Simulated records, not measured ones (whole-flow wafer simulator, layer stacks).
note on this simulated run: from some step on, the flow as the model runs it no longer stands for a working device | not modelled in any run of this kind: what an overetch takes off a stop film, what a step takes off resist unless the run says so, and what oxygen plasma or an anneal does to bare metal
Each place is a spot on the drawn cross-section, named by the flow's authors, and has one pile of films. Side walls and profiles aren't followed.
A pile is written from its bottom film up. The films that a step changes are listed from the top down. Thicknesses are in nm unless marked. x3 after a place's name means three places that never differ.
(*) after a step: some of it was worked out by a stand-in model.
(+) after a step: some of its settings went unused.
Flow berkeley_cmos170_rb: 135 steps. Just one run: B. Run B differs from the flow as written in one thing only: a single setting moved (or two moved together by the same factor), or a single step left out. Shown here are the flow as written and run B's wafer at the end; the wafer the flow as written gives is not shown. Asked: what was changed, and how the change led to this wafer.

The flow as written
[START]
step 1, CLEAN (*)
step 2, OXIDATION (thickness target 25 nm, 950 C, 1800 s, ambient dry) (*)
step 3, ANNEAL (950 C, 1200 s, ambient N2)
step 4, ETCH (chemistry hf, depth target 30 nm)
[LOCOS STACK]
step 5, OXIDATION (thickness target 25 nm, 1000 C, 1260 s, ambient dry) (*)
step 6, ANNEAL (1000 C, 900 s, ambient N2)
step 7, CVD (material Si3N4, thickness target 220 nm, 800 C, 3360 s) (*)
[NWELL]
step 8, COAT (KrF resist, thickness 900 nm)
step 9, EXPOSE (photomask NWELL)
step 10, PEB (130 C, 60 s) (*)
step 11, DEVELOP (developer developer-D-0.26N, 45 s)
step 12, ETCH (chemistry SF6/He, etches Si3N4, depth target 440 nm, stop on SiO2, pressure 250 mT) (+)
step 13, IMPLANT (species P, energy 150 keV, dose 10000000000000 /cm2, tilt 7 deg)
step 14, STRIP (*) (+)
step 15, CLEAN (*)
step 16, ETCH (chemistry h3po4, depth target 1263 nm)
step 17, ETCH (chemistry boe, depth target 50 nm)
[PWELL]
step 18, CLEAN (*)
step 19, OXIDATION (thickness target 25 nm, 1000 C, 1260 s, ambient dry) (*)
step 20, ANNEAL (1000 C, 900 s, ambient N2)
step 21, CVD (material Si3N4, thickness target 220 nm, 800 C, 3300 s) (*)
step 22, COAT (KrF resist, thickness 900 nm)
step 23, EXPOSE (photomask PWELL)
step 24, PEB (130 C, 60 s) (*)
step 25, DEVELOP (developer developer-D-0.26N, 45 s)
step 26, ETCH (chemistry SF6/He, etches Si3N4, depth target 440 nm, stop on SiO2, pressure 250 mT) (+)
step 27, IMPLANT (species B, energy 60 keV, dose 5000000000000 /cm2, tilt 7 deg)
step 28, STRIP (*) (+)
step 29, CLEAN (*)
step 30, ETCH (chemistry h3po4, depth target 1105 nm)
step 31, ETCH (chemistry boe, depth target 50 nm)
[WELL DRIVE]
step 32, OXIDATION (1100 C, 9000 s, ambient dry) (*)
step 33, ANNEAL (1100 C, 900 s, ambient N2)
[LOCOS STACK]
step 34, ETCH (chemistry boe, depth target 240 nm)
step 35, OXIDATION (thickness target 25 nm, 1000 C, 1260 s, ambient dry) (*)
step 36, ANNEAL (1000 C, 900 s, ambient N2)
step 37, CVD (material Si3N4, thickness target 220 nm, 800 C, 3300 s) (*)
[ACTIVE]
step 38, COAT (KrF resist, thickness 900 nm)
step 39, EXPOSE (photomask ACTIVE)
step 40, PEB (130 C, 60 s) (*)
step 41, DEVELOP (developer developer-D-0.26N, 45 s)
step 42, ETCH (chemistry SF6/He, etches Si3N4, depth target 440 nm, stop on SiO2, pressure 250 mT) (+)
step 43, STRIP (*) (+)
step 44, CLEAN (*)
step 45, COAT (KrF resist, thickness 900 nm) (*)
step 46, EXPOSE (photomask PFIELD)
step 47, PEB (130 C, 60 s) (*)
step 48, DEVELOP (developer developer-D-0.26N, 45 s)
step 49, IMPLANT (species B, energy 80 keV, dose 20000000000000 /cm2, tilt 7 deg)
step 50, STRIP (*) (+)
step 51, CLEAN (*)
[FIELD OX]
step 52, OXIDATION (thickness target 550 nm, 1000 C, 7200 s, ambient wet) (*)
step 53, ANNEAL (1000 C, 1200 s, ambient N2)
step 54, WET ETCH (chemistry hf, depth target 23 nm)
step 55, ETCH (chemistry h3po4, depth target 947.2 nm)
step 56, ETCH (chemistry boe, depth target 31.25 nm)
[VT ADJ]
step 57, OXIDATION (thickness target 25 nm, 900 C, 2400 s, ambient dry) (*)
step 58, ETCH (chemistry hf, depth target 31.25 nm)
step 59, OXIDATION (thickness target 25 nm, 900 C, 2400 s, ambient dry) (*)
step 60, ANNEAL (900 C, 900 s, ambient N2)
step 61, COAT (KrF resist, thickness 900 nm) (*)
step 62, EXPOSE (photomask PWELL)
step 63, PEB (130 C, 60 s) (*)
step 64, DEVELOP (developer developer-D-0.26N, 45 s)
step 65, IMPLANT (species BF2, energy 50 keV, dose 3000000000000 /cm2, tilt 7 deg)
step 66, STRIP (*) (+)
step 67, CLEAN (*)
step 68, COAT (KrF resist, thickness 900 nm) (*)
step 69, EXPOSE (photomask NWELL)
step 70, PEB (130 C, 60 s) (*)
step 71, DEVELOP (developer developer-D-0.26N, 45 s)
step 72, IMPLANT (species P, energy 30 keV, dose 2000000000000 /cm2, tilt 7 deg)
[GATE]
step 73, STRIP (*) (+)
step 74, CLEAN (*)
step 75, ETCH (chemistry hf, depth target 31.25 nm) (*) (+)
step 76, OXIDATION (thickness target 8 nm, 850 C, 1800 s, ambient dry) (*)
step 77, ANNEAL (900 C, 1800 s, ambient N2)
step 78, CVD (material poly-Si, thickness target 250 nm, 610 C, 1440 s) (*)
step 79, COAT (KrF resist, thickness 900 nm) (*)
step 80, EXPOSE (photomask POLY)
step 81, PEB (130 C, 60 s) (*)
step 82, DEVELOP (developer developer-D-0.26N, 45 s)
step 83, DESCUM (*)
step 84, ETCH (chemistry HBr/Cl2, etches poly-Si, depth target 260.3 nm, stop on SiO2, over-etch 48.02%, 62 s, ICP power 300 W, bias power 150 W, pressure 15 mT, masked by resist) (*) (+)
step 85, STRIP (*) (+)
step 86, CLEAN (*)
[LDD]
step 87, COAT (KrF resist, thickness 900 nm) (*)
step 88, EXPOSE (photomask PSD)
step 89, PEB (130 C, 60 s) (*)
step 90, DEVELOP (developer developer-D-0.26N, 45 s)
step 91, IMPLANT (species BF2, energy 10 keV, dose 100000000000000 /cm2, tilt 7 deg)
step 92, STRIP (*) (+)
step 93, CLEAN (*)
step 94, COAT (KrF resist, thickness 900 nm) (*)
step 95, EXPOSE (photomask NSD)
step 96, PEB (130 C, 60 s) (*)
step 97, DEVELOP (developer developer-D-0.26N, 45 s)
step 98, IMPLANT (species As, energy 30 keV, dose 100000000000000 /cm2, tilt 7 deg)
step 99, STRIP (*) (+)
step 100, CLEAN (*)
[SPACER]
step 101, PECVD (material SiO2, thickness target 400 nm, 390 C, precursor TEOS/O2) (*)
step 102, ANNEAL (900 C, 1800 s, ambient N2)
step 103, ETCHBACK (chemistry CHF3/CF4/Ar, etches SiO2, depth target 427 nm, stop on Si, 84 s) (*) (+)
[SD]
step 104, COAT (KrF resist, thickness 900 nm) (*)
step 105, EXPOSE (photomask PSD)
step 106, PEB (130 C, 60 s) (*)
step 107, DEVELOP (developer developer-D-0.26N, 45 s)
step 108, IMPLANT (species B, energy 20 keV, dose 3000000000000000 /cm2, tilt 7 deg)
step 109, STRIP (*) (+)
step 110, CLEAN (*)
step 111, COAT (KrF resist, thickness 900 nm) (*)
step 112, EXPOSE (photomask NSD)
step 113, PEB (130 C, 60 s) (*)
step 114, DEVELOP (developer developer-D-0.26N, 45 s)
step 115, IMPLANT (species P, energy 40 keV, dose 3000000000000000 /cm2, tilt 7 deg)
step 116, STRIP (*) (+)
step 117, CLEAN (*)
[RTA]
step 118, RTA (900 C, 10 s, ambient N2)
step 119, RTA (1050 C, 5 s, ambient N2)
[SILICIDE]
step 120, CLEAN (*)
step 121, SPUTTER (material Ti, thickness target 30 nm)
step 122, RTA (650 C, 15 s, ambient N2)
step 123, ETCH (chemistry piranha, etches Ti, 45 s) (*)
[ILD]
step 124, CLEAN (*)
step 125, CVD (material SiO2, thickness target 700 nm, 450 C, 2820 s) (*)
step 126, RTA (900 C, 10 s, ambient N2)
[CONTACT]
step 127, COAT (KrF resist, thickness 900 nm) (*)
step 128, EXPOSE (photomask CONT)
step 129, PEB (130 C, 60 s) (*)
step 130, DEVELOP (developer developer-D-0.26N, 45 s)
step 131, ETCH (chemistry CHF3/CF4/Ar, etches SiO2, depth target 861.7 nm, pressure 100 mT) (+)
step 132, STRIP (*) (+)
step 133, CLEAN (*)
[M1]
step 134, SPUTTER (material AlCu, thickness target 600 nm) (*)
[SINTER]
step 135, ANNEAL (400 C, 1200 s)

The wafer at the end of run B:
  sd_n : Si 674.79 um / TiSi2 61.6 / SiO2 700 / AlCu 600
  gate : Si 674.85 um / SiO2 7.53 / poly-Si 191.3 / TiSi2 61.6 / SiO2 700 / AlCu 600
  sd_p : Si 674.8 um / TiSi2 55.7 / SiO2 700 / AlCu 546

The reason: step 121, SPUTTER: thickness target 33 nm was run, though the flow has thickness target 30 nm.

The path from the change to this, step by step:
  step 121, SPUTTER (material Ti, thickness target 30 nm)
      field, sd_n, spacer_n, gate, spacer_p, gate_p, contact, m1: Ti gains 33 (new film) (as written it would have been: Ti gains 30 (new film))
      sd_p: Ti gains 29.8 (new film) (as written it would have been: Ti gains 27.1 (new film))
  step 122, RTA (650 C, 15 s, ambient N2)
      sd_n, contact, m1: Ti loses 25.7, TiSi first gains 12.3 (new film), TiSi2 C49 gains 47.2 (new film), Si loses 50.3 (as written it would have been: Ti loses 23.4, TiSi first gains 6.2 (new film), TiSi2 C49 gains 50.3 (new film), Si loses 49)
      gate, gate_p: Ti loses 25.7, TiSi first gains 12.3 (new film), TiSi2 C49 gains 47.2 (new film), poly-Si loses 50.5 (as written it would have been: Ti loses 23.4, TiSi first gains 6.2 (new film), TiSi2 C49 gains 50.3 (new film), poly-Si loses 49.2)
      (and at 1 other place as well)
  step 123, ETCH (chemistry piranha, etches Ti, 45 s) (*)
      sd_n, gate, gate_p, contact, m1: Ti loses 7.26 (all of it) (as written it would have been: Ti loses 6.6 (all of it))
      field, spacer_n, spacer_p: Ti loses 33 (all of it) (as written it would have been: Ti loses 30 (all of it))
      (and at 1 other place as well)
  step 126, RTA (900 C, 10 s, ambient N2)
      sd_n, contact, m1: under 1 film: TiSi2 gains 61.6 (new film), TiSi first loses 12.3 (all of it), TiSi2 C49 loses 47.2 (all of it), Si loses 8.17 (as written it would have been: under 1 film: TiSi2 gains 56 (new film), TiSi first loses 6.2 (all of it), TiSi2 C49 loses 50.3 (all of it), Si loses 4.12)
      gate, gate_p: under 1 film: TiSi2 gains 61.6 (new film), TiSi first loses 12.3 (all of it), TiSi2 C49 loses 47.2 (all of it), poly-Si loses 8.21 (as written it would have been: under 1 film: TiSi2 gains 56 (new film), TiSi first loses 6.2 (all of it), TiSi2 C49 loses 50.3 (all of it), poly-Si loses 4.13)
      (and at 1 other place as well)
